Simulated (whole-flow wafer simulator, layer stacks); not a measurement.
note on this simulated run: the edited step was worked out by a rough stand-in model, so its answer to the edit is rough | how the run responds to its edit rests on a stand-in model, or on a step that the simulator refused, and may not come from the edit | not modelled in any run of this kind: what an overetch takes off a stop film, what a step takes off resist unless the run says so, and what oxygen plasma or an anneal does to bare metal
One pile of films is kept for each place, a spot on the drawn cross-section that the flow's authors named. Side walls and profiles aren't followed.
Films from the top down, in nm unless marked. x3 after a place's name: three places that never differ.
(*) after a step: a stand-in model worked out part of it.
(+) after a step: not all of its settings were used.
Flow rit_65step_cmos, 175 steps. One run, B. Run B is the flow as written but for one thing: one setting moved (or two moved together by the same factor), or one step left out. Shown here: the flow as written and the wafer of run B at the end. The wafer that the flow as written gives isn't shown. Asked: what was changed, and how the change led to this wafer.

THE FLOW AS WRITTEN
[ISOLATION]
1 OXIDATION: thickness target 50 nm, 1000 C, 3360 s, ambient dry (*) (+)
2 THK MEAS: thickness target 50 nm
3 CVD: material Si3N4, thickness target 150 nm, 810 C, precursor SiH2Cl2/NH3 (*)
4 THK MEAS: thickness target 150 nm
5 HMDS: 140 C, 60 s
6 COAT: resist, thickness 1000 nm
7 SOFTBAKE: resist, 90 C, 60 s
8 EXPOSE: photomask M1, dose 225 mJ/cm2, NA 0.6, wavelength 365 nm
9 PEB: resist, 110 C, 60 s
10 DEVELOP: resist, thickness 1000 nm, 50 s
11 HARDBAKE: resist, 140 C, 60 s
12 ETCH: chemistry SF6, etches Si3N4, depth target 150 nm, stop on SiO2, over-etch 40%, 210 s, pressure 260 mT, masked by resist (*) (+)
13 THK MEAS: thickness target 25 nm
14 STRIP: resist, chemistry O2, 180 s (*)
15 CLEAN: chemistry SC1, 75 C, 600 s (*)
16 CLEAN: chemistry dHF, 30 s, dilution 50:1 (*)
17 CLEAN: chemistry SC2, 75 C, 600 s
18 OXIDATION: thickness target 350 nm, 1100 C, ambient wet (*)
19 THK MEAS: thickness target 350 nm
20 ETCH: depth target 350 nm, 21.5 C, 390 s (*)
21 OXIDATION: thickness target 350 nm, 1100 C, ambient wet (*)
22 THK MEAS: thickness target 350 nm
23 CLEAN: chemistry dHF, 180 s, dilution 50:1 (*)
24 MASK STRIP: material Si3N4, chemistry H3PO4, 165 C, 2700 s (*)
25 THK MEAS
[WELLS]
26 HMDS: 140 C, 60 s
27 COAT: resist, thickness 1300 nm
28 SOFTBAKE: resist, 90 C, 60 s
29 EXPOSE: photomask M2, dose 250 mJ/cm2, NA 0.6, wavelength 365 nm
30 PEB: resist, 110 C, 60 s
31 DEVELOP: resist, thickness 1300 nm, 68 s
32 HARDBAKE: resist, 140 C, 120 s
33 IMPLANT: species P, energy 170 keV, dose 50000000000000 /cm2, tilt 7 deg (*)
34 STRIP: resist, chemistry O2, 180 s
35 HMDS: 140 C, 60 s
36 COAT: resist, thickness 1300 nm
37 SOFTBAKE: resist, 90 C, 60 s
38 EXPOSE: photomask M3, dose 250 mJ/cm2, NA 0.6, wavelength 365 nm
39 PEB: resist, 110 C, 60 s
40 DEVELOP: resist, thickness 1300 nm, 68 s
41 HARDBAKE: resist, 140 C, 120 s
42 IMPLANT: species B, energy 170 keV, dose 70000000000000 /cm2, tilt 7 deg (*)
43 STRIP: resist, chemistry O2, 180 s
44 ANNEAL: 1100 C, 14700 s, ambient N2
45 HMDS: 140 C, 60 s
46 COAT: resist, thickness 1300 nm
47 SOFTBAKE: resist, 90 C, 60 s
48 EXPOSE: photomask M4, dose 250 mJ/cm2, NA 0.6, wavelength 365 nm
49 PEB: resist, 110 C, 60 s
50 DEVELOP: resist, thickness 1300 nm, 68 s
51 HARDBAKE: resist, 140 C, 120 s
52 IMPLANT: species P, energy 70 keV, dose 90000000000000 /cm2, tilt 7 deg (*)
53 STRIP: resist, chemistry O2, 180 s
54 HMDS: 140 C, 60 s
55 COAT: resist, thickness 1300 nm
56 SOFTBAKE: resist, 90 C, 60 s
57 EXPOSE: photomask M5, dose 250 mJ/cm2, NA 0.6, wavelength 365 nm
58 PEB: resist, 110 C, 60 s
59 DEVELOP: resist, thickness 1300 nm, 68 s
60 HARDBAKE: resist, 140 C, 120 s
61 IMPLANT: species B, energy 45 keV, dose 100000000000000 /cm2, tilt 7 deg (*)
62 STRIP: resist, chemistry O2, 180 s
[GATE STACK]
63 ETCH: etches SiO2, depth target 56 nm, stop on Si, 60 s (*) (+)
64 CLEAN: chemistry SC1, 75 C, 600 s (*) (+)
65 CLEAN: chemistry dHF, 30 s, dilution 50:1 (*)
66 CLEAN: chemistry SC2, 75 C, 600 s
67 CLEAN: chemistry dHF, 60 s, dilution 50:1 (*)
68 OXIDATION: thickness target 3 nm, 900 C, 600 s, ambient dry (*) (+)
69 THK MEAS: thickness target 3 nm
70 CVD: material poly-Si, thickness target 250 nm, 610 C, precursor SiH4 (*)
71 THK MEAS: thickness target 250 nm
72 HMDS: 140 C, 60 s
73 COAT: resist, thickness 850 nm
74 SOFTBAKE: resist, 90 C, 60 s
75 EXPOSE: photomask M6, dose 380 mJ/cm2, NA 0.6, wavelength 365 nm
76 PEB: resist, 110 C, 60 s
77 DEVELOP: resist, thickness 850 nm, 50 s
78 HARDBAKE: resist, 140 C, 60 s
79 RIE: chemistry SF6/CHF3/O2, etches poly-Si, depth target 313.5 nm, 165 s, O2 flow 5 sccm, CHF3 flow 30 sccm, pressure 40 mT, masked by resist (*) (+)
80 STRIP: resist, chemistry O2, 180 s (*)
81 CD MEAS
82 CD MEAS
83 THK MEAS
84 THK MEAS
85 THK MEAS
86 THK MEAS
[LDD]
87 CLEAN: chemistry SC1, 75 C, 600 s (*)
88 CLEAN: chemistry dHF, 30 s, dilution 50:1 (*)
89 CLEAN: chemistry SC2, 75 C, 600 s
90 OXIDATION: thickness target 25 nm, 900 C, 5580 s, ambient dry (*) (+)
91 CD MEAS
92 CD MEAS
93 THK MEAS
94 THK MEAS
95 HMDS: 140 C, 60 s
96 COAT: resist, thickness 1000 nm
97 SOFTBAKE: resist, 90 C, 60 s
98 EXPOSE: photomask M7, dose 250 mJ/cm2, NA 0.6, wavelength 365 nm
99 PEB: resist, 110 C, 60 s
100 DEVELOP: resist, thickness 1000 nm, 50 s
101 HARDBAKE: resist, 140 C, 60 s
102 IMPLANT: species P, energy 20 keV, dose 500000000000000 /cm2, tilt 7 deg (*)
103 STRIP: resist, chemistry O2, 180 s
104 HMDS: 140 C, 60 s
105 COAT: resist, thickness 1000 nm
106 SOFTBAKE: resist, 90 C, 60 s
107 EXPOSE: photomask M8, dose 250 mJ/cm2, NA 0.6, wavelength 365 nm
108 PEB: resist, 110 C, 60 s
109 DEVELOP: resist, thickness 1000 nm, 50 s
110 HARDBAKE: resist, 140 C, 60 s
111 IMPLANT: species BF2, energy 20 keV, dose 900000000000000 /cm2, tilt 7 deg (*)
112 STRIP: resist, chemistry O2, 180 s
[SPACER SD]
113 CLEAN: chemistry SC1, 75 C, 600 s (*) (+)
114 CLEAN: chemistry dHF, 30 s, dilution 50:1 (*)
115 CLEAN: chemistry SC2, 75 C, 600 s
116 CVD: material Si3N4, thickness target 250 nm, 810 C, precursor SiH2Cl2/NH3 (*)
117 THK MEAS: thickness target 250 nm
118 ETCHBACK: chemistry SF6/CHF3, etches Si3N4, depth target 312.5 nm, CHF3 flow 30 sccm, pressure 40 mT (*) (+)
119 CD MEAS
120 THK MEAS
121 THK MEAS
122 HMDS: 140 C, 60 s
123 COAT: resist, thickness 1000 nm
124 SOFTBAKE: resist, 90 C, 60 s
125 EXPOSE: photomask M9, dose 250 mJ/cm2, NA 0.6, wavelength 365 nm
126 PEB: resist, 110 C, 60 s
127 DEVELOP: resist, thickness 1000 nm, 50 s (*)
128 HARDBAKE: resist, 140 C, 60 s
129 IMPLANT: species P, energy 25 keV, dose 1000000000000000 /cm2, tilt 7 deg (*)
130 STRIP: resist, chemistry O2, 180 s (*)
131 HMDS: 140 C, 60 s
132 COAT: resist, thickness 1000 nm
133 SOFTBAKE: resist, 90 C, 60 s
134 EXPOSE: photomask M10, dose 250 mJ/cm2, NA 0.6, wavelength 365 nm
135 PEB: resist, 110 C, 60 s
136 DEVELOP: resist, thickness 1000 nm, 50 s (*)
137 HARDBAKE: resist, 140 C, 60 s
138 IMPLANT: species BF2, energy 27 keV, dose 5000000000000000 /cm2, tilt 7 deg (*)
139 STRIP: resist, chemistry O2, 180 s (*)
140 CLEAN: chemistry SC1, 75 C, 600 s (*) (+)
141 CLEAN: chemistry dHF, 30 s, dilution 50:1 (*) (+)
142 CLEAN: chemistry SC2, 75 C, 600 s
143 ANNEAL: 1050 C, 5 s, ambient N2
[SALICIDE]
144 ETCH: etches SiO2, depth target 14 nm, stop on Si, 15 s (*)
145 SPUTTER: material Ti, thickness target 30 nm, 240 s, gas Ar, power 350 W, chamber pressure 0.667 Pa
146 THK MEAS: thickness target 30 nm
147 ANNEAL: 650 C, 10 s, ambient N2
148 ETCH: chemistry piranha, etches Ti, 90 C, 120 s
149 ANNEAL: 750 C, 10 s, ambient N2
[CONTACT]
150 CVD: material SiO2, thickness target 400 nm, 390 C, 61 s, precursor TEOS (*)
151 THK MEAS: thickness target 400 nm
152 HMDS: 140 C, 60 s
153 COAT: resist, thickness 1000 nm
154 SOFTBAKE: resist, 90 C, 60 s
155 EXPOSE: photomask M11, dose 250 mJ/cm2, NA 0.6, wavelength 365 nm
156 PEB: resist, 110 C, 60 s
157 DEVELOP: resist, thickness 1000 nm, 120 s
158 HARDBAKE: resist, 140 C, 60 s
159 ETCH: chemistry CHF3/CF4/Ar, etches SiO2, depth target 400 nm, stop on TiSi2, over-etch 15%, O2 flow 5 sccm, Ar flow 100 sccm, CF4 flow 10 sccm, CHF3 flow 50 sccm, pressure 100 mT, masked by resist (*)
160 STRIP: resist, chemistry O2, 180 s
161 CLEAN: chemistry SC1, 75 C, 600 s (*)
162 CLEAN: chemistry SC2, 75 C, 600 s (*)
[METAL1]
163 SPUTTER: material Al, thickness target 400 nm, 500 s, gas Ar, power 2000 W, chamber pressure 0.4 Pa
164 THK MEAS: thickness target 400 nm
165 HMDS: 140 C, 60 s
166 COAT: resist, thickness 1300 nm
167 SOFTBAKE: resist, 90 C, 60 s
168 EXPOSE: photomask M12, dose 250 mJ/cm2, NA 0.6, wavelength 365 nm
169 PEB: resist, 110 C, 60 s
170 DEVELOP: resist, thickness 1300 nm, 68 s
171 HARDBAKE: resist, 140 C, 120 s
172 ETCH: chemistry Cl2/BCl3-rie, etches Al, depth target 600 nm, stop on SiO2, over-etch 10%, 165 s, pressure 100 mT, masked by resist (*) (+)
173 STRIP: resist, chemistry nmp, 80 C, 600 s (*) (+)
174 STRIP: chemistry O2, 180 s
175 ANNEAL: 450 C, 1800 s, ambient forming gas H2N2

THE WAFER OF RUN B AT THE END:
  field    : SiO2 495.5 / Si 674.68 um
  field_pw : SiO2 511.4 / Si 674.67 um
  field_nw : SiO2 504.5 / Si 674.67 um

The cause: step 118, ETCHBACK: depth target 343.8 nm was run, where the flow has depth target 312.5 nm.

How the change led to this, step by step:
  118 ETCHBACK: chemistry SF6/CHF3, etches Si3N4, depth target 312.5 nm, CHF3 flow 30 sccm, pressure 40 mT (*) (+)
      field, field_pw, field_nw, field_p: Si3N4 -250 (all of it), SiO2 -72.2 (as written it would be: Si3N4 -250 (all of it), SiO2 -48.1)
      spacer, spacer_p: Si3N4 -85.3 (as written it would be: Si3N4 -54)
      (and at 2 more places)
  123 COAT: resist, thickness 1000 nm
      gate_n: resist +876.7 (new film) (as written it would be: resist +835 (new film))
      gate_p: resist +877.8 (new film) (as written it would be: resist +836.1 (new film))
      (and at 2 more places)
  126 PEB: resist, 110 C, 60 s
      gate_n: resist -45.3 (as written it would be: resist -43.1)
      gate_p: resist -45.4 (as written it would be: resist -43.1)
      (and at 2 more places)
  127 DEVELOP: resist, thickness 1000 nm, 50 s (*)
      gate_n: resist -831.4 (all of it) (as written it would be: resist -791.9 (all of it))
      spacer: resist -794.6 (all of it) (as written it would be: resist -772.3 (all of it))
  128 HARDBAKE: resist, 140 C, 60 s
      gate_p: resist -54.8 (as written it would be: resist -51.9)
      spacer_p: resist -52 (as written it would be: resist -50.4)
  130 STRIP: resist, chemistry O2, 180 s (*)
      gate_p: chemical SiO2 +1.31 (new film), resist -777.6 (all of it), poly-Si -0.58 (as written it would be: chemical SiO2 +1.31 (new film), resist -741.1 (all of it), poly-Si -0.58)
      spacer_p: resist -743 (all of it) (as written it would be: resist -722.3 (all of it))
  132 COAT: resist, thickness 1000 nm
      gate_n: resist +876.5 (new film) (as written it would be: resist +834.8 (new film))
      gate_p: resist +877.6 (new film) (as written it would be: resist +835.9 (new film))
      (and at 2 more places)
  135 PEB: resist, 110 C, 60 s
      gate_n: resist -45.3 (as written it would be: resist -43.1)
      gate_p: resist -45.4 (as written it would be: resist -43.1)
      (and at 2 more places)
  136 DEVELOP: resist, thickness 1000 nm, 50 s (*)
      gate_p: resist -832.3 (all of it) (as written it would be: resist -792.8 (all of it))
      spacer_p: resist -795.6 (all of it) (as written it would be: resist -773.3 (all of it))
  137 HARDBAKE: resist, 140 C, 60 s
      gate_n: resist -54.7 (as written it would be: resist -51.8)
      spacer: resist -52 (as written it would be: resist -50.4)
  139 STRIP: resist, chemistry O2, 180 s (*)
      gate_n: resist -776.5 (all of it), chemical SiO2 +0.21, poly-Si -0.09 (as written it would be: resist -740 (all of it), chemical SiO2 +0.21, poly-Si -0.09)
      spacer: resist -743.1 (all of it) (as written it would be: resist -722.5 (all of it))
  145 SPUTTER: material Ti, thickness target 30 nm, 240 s, gas Ar, power 350 W, chamber pressure 0.667 Pa
      gate_n: Ti +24 (new film) (as written it would be: Ti +27.3 (new film))
      gate_p: Ti +23.9 (new film) (as written it would be: Ti +27.2 (new film))
  147 ANNEAL: 650 C, 10 s, ambient N2
      gate_n: Ti -18.7, TiSi first +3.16 (new film), TiSi2 C49 +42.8 (new film), poly-Si -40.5 (as written it would be: Ti -21.3, TiSi first +9.82 (new film), TiSi2 C49 +39.5 (new film), poly-Si -41.9)
      gate_p: Ti -18.6, TiSi first +2.96 (new film), TiSi2 C49 +42.9 (new film), poly-Si -40.4 (as written it would be: Ti -21.2, TiSi first +9.56 (new film), TiSi2 C49 +39.6 (new film), poly-Si -41.9)
  148 ETCH: chemistry piranha, etches Ti, 90 C, 120 s
      gate_n: Ti -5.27 (all of it), TiSi first -0.1 (as written it would be: Ti -6 (all of it), TiSi first -0.1)
      gate_p: Ti -5.25 (all of it), TiSi first -0.1 (as written it would be: Ti -5.97 (all of it), TiSi first -0.1)
  149 ANNEAL: 750 C, 10 s, ambient N2
      gate_n: TiSi2 +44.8 (new film), TiSi first -3.06 (all of it), TiSi2 C49 -42.8 (all of it), poly-Si -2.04 (as written it would be: TiSi2 +50.8 (new film), TiSi first -9.72 (all of it), TiSi2 C49 -39.5 (all of it), poly-Si -6.48)
      gate_p: TiSi2 +44.6 (new film), TiSi first -2.85 (all of it), TiSi2 C49 -42.9 (all of it), poly-Si -1.9 (as written it would be: TiSi2 +50.6 (new film), TiSi first -9.46 (all of it), TiSi2 C49 -39.6 (all of it), poly-Si -6.31)
  150 CVD: material SiO2, thickness target 400 nm, 390 C, 61 s, precursor TEOS (*)
      gate_n: SiO2 +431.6 (new film) (as written it would be: SiO2 +413.1 (new film))
      gate_p: SiO2 +432.2 (new film) (as written it would be: SiO2 +413.7 (new film))
  ... 4 more steps ...
  169 PEB: resist, 110 C, 60 s
      spacer: resist -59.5 (as written it would be: resist -58.3)
      spacer_p: resist -59.8 (as written it would be: resist -58.6)
